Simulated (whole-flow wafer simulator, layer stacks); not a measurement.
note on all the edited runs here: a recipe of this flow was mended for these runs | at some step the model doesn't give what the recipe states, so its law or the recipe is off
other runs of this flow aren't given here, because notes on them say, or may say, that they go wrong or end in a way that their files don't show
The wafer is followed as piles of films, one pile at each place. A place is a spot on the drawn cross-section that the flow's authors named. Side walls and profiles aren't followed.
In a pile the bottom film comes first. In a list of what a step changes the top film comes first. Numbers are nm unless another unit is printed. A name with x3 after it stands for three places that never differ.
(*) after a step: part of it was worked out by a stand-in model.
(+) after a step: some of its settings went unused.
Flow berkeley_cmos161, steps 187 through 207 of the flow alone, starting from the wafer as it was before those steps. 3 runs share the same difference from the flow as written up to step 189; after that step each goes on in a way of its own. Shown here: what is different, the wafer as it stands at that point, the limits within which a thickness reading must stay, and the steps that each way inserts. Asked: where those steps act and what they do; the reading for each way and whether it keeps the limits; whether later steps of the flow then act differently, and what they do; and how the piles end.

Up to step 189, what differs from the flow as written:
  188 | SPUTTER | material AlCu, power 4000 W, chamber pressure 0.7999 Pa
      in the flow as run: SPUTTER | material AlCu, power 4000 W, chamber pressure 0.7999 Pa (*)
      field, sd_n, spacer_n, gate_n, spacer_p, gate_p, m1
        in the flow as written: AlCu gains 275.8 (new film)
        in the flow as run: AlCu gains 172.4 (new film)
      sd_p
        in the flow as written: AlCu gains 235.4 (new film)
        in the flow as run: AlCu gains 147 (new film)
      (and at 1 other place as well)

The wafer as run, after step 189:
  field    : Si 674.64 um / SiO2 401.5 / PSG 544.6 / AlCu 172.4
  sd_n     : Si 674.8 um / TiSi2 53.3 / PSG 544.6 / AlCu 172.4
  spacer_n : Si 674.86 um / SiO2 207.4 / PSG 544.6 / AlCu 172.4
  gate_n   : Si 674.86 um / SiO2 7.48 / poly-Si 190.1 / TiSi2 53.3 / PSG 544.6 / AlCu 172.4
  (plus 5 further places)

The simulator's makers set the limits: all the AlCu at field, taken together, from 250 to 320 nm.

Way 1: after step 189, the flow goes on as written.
  Reading after step 189: 172.4 nm, not within the limits.
  Steps later in the flow that act otherwise than as written (not shown: 2 more steps that differ only slightly, by at most 2% or 0.5 nm, whichever is larger):
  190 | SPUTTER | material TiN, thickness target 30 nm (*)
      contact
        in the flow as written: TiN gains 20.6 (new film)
        going this way: TiN gains 21.6 (new film)
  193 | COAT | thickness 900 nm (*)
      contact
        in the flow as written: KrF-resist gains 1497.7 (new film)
        going this way: KrF-resist gains 1467.3 (new film)
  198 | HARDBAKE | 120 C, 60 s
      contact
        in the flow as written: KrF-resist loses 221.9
        going this way: KrF-resist loses 217.3
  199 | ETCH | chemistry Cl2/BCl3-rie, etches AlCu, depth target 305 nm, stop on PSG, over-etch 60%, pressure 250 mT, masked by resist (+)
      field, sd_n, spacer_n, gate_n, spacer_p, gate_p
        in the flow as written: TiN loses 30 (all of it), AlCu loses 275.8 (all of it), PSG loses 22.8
        going this way: TiN loses 30 (all of it), AlCu loses 172.4 (all of it), PSG loses 35.7
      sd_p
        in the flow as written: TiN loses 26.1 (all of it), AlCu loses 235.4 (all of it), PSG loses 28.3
        going this way: TiN loses 26.3 (all of it), AlCu loses 147 (all of it), PSG loses 39.3
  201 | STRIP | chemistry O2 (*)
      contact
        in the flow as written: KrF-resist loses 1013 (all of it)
        going this way: KrF-resist loses 987.2 (all of it)
  At field, sd_n, spacer_n and 6 more, the piles at the end differ from the flow's by more than 2% or 0.5 nm, whichever is larger.
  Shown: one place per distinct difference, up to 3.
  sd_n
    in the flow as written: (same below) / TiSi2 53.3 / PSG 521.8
    going this way: (same below) / TiSi2 53.3 / PSG 508.9
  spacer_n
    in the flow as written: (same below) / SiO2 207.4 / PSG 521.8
    going this way: (same below) / SiO2 207.4 / PSG 508.9
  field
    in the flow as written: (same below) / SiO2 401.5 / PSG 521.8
    going this way: (same below) / SiO2 401.5 / PSG 508.9

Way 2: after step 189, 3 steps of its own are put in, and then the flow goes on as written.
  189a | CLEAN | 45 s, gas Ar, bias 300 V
      field, sd_n, spacer_n and 6 more
        AlCu loses 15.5
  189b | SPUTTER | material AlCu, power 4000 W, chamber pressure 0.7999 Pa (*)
      field, sd_n, spacer_n, gate_n, spacer_p, gate_p, m1
        AlCu gains 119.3
      sd_p
        AlCu gains 99.7
      contact
        AlCu gains 78.2
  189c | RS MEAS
      alters no film at any place that is followed
  Reading after step 189c: 276.2 nm, inside the limits.
  Steps later in the flow that act otherwise than as written (not shown: 6 more steps that differ only slightly, by at most 2% or 0.5 nm, whichever is larger):
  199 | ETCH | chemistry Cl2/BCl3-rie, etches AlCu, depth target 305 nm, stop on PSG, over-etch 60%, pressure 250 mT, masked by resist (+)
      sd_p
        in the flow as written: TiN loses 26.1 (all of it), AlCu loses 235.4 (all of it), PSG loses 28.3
        going this way: TiN loses 26 (all of it), AlCu loses 231.2 (all of it), PSG loses 28.9
  At contact, the piles at the end differ from the flow's by more than 2% or 0.5 nm, whichever is larger.
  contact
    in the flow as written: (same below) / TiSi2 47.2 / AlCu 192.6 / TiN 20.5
    going this way: (same below) / TiSi2 47.2 / AlCu 184.2 / TiN 20.2

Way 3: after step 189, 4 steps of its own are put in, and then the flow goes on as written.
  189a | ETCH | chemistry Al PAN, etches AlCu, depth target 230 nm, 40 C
      field, sd_n, spacer_n, gate_n, spacer_p, gate_p, m1
        AlCu loses 172.4 (all of it)
      sd_p
        AlCu loses 147 (all of it)
      contact
        AlCu loses 121.5 (all of it)
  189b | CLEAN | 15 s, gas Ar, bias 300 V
      field, sd_n, spacer_n, gate_n, sd_p, spacer_p, gate_p, m1
        PSG loses 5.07
      contact
        TiSi2 loses 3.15
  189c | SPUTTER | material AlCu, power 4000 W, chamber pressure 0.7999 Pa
      field, sd_n, spacer_n, gate_n, spacer_p, gate_p, m1
        AlCu gains 275.8 (new film)
      sd_p
        AlCu gains 235.4 (new film)
      contact
        AlCu gains 192.9 (new film)
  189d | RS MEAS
      alters no film at any place that is followed
  Reading after step 189d: 275.8 nm, inside the limits.
  Later steps of the flow that are run all act as written at every place that is followed, up to a difference of at most 2% or 0.5 nm, whichever is larger.
  At contact, the piles at the end differ from the flow's by more than 2% or 0.5 nm, whichever is larger.
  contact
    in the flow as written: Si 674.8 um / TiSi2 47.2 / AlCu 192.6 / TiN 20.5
    going this way: Si 674.8 um / TiSi2 44.1 / AlCu 192.9 / TiN 20.5

The limits are kept by: way 2, way 3. They are not kept by: way 1.
